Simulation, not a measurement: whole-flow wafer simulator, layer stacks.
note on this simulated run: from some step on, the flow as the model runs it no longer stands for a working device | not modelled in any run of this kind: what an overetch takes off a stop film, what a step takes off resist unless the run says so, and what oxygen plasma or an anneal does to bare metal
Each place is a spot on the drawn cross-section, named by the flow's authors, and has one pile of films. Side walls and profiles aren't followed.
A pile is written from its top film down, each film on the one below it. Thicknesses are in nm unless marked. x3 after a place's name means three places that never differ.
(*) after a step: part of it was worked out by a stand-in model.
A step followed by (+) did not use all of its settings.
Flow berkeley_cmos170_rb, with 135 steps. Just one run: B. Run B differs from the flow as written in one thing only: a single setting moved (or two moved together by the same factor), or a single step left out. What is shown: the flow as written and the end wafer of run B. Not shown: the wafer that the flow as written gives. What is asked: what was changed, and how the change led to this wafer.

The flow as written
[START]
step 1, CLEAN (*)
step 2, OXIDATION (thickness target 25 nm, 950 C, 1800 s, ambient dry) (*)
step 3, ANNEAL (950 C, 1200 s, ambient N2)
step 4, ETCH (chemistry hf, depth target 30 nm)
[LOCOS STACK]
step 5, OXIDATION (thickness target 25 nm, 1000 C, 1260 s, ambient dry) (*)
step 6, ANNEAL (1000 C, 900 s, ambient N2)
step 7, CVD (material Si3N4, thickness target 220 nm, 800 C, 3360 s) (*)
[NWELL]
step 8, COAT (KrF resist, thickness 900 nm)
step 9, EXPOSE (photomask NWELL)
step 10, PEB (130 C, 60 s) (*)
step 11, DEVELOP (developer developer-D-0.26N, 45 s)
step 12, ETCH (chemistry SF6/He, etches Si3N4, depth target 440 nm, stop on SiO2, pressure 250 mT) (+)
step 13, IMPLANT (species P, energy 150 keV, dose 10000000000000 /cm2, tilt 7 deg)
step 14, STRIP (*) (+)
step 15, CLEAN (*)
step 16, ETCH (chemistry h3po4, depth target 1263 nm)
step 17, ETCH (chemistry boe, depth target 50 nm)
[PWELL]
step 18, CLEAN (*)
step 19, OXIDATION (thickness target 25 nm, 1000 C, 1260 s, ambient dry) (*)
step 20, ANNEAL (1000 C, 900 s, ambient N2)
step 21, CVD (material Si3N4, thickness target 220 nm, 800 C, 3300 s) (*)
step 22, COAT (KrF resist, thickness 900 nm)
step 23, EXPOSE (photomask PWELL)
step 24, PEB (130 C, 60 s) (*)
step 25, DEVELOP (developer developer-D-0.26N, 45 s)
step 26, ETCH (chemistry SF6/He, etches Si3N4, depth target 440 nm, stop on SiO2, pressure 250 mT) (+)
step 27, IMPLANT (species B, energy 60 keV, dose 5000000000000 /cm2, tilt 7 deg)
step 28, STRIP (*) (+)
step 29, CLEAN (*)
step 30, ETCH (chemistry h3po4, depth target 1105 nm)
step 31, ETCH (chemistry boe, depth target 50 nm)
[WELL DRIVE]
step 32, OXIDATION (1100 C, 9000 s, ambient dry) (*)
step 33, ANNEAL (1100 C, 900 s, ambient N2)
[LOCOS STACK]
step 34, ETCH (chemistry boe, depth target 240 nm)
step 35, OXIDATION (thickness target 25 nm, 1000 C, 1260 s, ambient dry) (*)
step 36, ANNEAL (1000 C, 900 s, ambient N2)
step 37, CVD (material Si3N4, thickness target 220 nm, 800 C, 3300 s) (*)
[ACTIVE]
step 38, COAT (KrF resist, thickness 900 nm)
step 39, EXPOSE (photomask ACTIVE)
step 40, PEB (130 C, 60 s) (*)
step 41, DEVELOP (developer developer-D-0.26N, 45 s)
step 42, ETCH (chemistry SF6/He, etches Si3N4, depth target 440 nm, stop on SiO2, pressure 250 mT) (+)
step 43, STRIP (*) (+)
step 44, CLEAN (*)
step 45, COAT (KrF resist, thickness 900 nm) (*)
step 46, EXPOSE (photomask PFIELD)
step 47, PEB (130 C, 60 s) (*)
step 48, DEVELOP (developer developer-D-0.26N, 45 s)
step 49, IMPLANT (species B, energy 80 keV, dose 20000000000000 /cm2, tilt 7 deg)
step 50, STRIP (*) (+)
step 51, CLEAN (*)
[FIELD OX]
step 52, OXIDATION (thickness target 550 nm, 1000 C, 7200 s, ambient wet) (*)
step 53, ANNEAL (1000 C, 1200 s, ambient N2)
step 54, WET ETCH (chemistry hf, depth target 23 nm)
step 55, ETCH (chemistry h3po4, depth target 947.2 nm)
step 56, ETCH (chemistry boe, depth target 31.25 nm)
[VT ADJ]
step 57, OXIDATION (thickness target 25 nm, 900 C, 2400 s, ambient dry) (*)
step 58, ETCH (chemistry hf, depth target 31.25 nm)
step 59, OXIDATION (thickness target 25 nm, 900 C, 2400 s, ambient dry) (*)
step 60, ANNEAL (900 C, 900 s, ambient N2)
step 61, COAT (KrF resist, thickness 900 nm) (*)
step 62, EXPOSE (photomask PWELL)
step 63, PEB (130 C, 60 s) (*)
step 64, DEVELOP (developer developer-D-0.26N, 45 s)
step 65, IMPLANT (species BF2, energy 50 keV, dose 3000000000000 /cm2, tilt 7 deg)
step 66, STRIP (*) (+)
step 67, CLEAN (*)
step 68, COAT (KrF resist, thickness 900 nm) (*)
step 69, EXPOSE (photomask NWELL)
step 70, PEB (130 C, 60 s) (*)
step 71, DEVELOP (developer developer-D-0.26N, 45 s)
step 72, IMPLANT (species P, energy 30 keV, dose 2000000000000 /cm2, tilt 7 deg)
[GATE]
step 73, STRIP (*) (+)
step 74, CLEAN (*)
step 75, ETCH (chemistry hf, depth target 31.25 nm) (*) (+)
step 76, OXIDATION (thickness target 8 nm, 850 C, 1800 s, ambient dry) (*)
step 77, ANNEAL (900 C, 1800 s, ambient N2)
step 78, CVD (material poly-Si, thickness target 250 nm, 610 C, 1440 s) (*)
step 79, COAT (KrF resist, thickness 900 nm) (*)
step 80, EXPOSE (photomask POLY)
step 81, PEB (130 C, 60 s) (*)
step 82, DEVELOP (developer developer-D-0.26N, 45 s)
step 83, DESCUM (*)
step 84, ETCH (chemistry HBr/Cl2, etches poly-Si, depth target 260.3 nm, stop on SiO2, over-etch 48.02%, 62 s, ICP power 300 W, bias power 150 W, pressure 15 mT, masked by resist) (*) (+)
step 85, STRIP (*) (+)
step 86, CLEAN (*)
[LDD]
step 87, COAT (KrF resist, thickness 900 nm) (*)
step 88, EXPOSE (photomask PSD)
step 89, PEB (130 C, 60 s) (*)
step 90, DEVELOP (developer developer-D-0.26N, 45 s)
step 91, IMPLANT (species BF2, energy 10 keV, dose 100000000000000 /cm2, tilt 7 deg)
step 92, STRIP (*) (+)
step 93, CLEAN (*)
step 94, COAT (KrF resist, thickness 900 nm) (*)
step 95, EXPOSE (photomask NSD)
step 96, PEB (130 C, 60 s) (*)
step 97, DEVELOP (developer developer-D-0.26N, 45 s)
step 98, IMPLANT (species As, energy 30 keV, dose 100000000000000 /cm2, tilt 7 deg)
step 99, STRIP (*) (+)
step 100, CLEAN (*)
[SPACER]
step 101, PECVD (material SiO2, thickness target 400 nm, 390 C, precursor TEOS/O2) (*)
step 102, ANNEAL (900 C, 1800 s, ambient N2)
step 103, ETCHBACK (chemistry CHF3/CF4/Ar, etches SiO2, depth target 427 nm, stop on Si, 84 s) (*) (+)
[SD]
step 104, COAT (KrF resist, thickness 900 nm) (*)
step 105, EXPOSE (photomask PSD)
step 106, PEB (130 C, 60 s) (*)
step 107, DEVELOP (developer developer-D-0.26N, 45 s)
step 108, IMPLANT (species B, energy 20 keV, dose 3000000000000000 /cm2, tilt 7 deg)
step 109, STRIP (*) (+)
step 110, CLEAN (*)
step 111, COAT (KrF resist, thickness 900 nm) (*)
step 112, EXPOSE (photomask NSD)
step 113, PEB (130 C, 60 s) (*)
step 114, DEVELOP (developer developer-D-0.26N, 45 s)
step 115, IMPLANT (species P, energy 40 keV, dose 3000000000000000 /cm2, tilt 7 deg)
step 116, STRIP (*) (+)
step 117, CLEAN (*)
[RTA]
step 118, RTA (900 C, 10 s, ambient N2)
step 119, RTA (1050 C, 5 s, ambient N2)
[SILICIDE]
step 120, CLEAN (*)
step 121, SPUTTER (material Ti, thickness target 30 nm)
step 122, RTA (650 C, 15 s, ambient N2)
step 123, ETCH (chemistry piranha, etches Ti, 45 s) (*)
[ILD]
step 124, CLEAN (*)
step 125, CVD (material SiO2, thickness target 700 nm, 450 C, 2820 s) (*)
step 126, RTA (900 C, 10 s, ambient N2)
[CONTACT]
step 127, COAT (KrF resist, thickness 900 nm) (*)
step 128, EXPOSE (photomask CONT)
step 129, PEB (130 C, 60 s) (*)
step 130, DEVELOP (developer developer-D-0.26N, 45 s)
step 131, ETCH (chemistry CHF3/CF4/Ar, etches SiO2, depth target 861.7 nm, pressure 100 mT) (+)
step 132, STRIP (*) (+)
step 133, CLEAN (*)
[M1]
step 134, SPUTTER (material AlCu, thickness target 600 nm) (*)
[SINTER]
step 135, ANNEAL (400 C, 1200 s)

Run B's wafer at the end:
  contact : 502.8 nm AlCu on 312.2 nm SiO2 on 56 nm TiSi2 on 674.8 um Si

What caused this: step 131, ETCH: depth target 387.8 nm was run, while the flow as written has depth target 861.7 nm.

The path from the change to this, step by step:
  step 131, ETCH (chemistry CHF3/CF4/Ar, etches SiO2, depth target 861.7 nm, pressure 100 mT) (+)
      contact: -387.8 SiO2 (in the flow as written it would be: -700 SiO2 (all of it), -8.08 TiSi2)
      field, sd_n, spacer_n, gate, sd_p, spacer_p, gate_p, m1: -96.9 KrF resist (in the flow as written it would be: -215.4 KrF resist)
  step 132, STRIP (*) (+)
      field: -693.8 KrF resist (all of it) (in the flow as written it would be: -575.3 KrF resist (all of it))
      sd_n: -898.9 KrF resist (all of it) (in the flow as written it would be: -780.4 KrF resist (all of it))
      (and at 6 other places as well)
  step 134, SPUTTER (material AlCu, thickness target 600 nm) (*)
      contact: +502.8 AlCu (new film) (in the flow as written it would be: +415.1 AlCu (new film))
